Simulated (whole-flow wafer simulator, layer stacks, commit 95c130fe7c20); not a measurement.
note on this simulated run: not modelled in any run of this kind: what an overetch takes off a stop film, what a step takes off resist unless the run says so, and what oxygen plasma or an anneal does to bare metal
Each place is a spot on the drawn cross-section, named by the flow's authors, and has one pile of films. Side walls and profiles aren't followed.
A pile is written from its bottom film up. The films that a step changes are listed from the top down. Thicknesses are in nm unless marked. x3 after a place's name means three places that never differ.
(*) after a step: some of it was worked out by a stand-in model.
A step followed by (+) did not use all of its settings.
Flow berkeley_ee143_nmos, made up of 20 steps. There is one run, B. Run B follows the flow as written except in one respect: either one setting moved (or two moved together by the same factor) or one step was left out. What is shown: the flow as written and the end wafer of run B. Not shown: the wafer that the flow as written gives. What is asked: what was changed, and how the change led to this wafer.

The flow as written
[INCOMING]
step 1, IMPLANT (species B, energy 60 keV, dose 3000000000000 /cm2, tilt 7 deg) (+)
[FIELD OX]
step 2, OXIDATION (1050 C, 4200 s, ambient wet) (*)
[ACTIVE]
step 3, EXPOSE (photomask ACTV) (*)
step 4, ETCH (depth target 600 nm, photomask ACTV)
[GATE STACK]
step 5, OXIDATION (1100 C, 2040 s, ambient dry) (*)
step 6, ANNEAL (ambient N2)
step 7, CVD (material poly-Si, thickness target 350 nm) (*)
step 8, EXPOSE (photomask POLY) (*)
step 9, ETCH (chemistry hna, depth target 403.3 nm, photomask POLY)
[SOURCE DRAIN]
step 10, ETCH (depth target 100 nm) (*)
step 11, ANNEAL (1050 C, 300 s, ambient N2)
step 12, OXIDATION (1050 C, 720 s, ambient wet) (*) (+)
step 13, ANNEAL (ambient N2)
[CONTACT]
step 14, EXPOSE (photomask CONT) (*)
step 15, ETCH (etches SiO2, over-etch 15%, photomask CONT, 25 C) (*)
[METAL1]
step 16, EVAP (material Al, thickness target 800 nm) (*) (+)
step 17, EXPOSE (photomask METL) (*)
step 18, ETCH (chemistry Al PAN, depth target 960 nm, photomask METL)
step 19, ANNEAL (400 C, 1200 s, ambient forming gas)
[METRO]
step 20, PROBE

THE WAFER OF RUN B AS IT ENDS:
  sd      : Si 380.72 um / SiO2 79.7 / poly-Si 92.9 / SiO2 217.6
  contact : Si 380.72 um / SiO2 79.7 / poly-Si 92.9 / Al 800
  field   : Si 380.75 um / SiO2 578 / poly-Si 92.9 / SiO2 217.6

The reason: step 9, ETCH: depth target 161.3 nm was run, while the flow as written has depth target 403.3 nm.

How this came from the change, step by step:
  step 9, ETCH (chemistry hna, depth target 403.3 nm, photomask POLY)
      sd, contact, field: poly-Si loses 161.3 (it would be, as written: poly-Si loses 350 (all of it))
  step 10, ETCH (depth target 100 nm) (*)
      sd, contact: nothing (it would be, as written: SiO2 loses 79.7 (all of it))
      field: nothing (it would be, as written: SiO2 loses 100)
  step 12, OXIDATION (1050 C, 720 s, ambient wet) (*) (+)
      sd, contact: SiO2 gains 217.6 (new film), poly-Si loses 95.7 (it would be, as written: SiO2 gains 189.4 (new film), Si loses 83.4)
      field: SiO2 gains 217.6 (new film), poly-Si loses 95.7 (it would be, as written: SiO2 gains 69.1, Si loses 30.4)
  step 15, ETCH (etches SiO2, over-etch 15%, photomask CONT, 25 C) (*)
      contact: SiO2 loses 217.6 (all of it) (it would be, as written: SiO2 loses 189.4 (all of it))
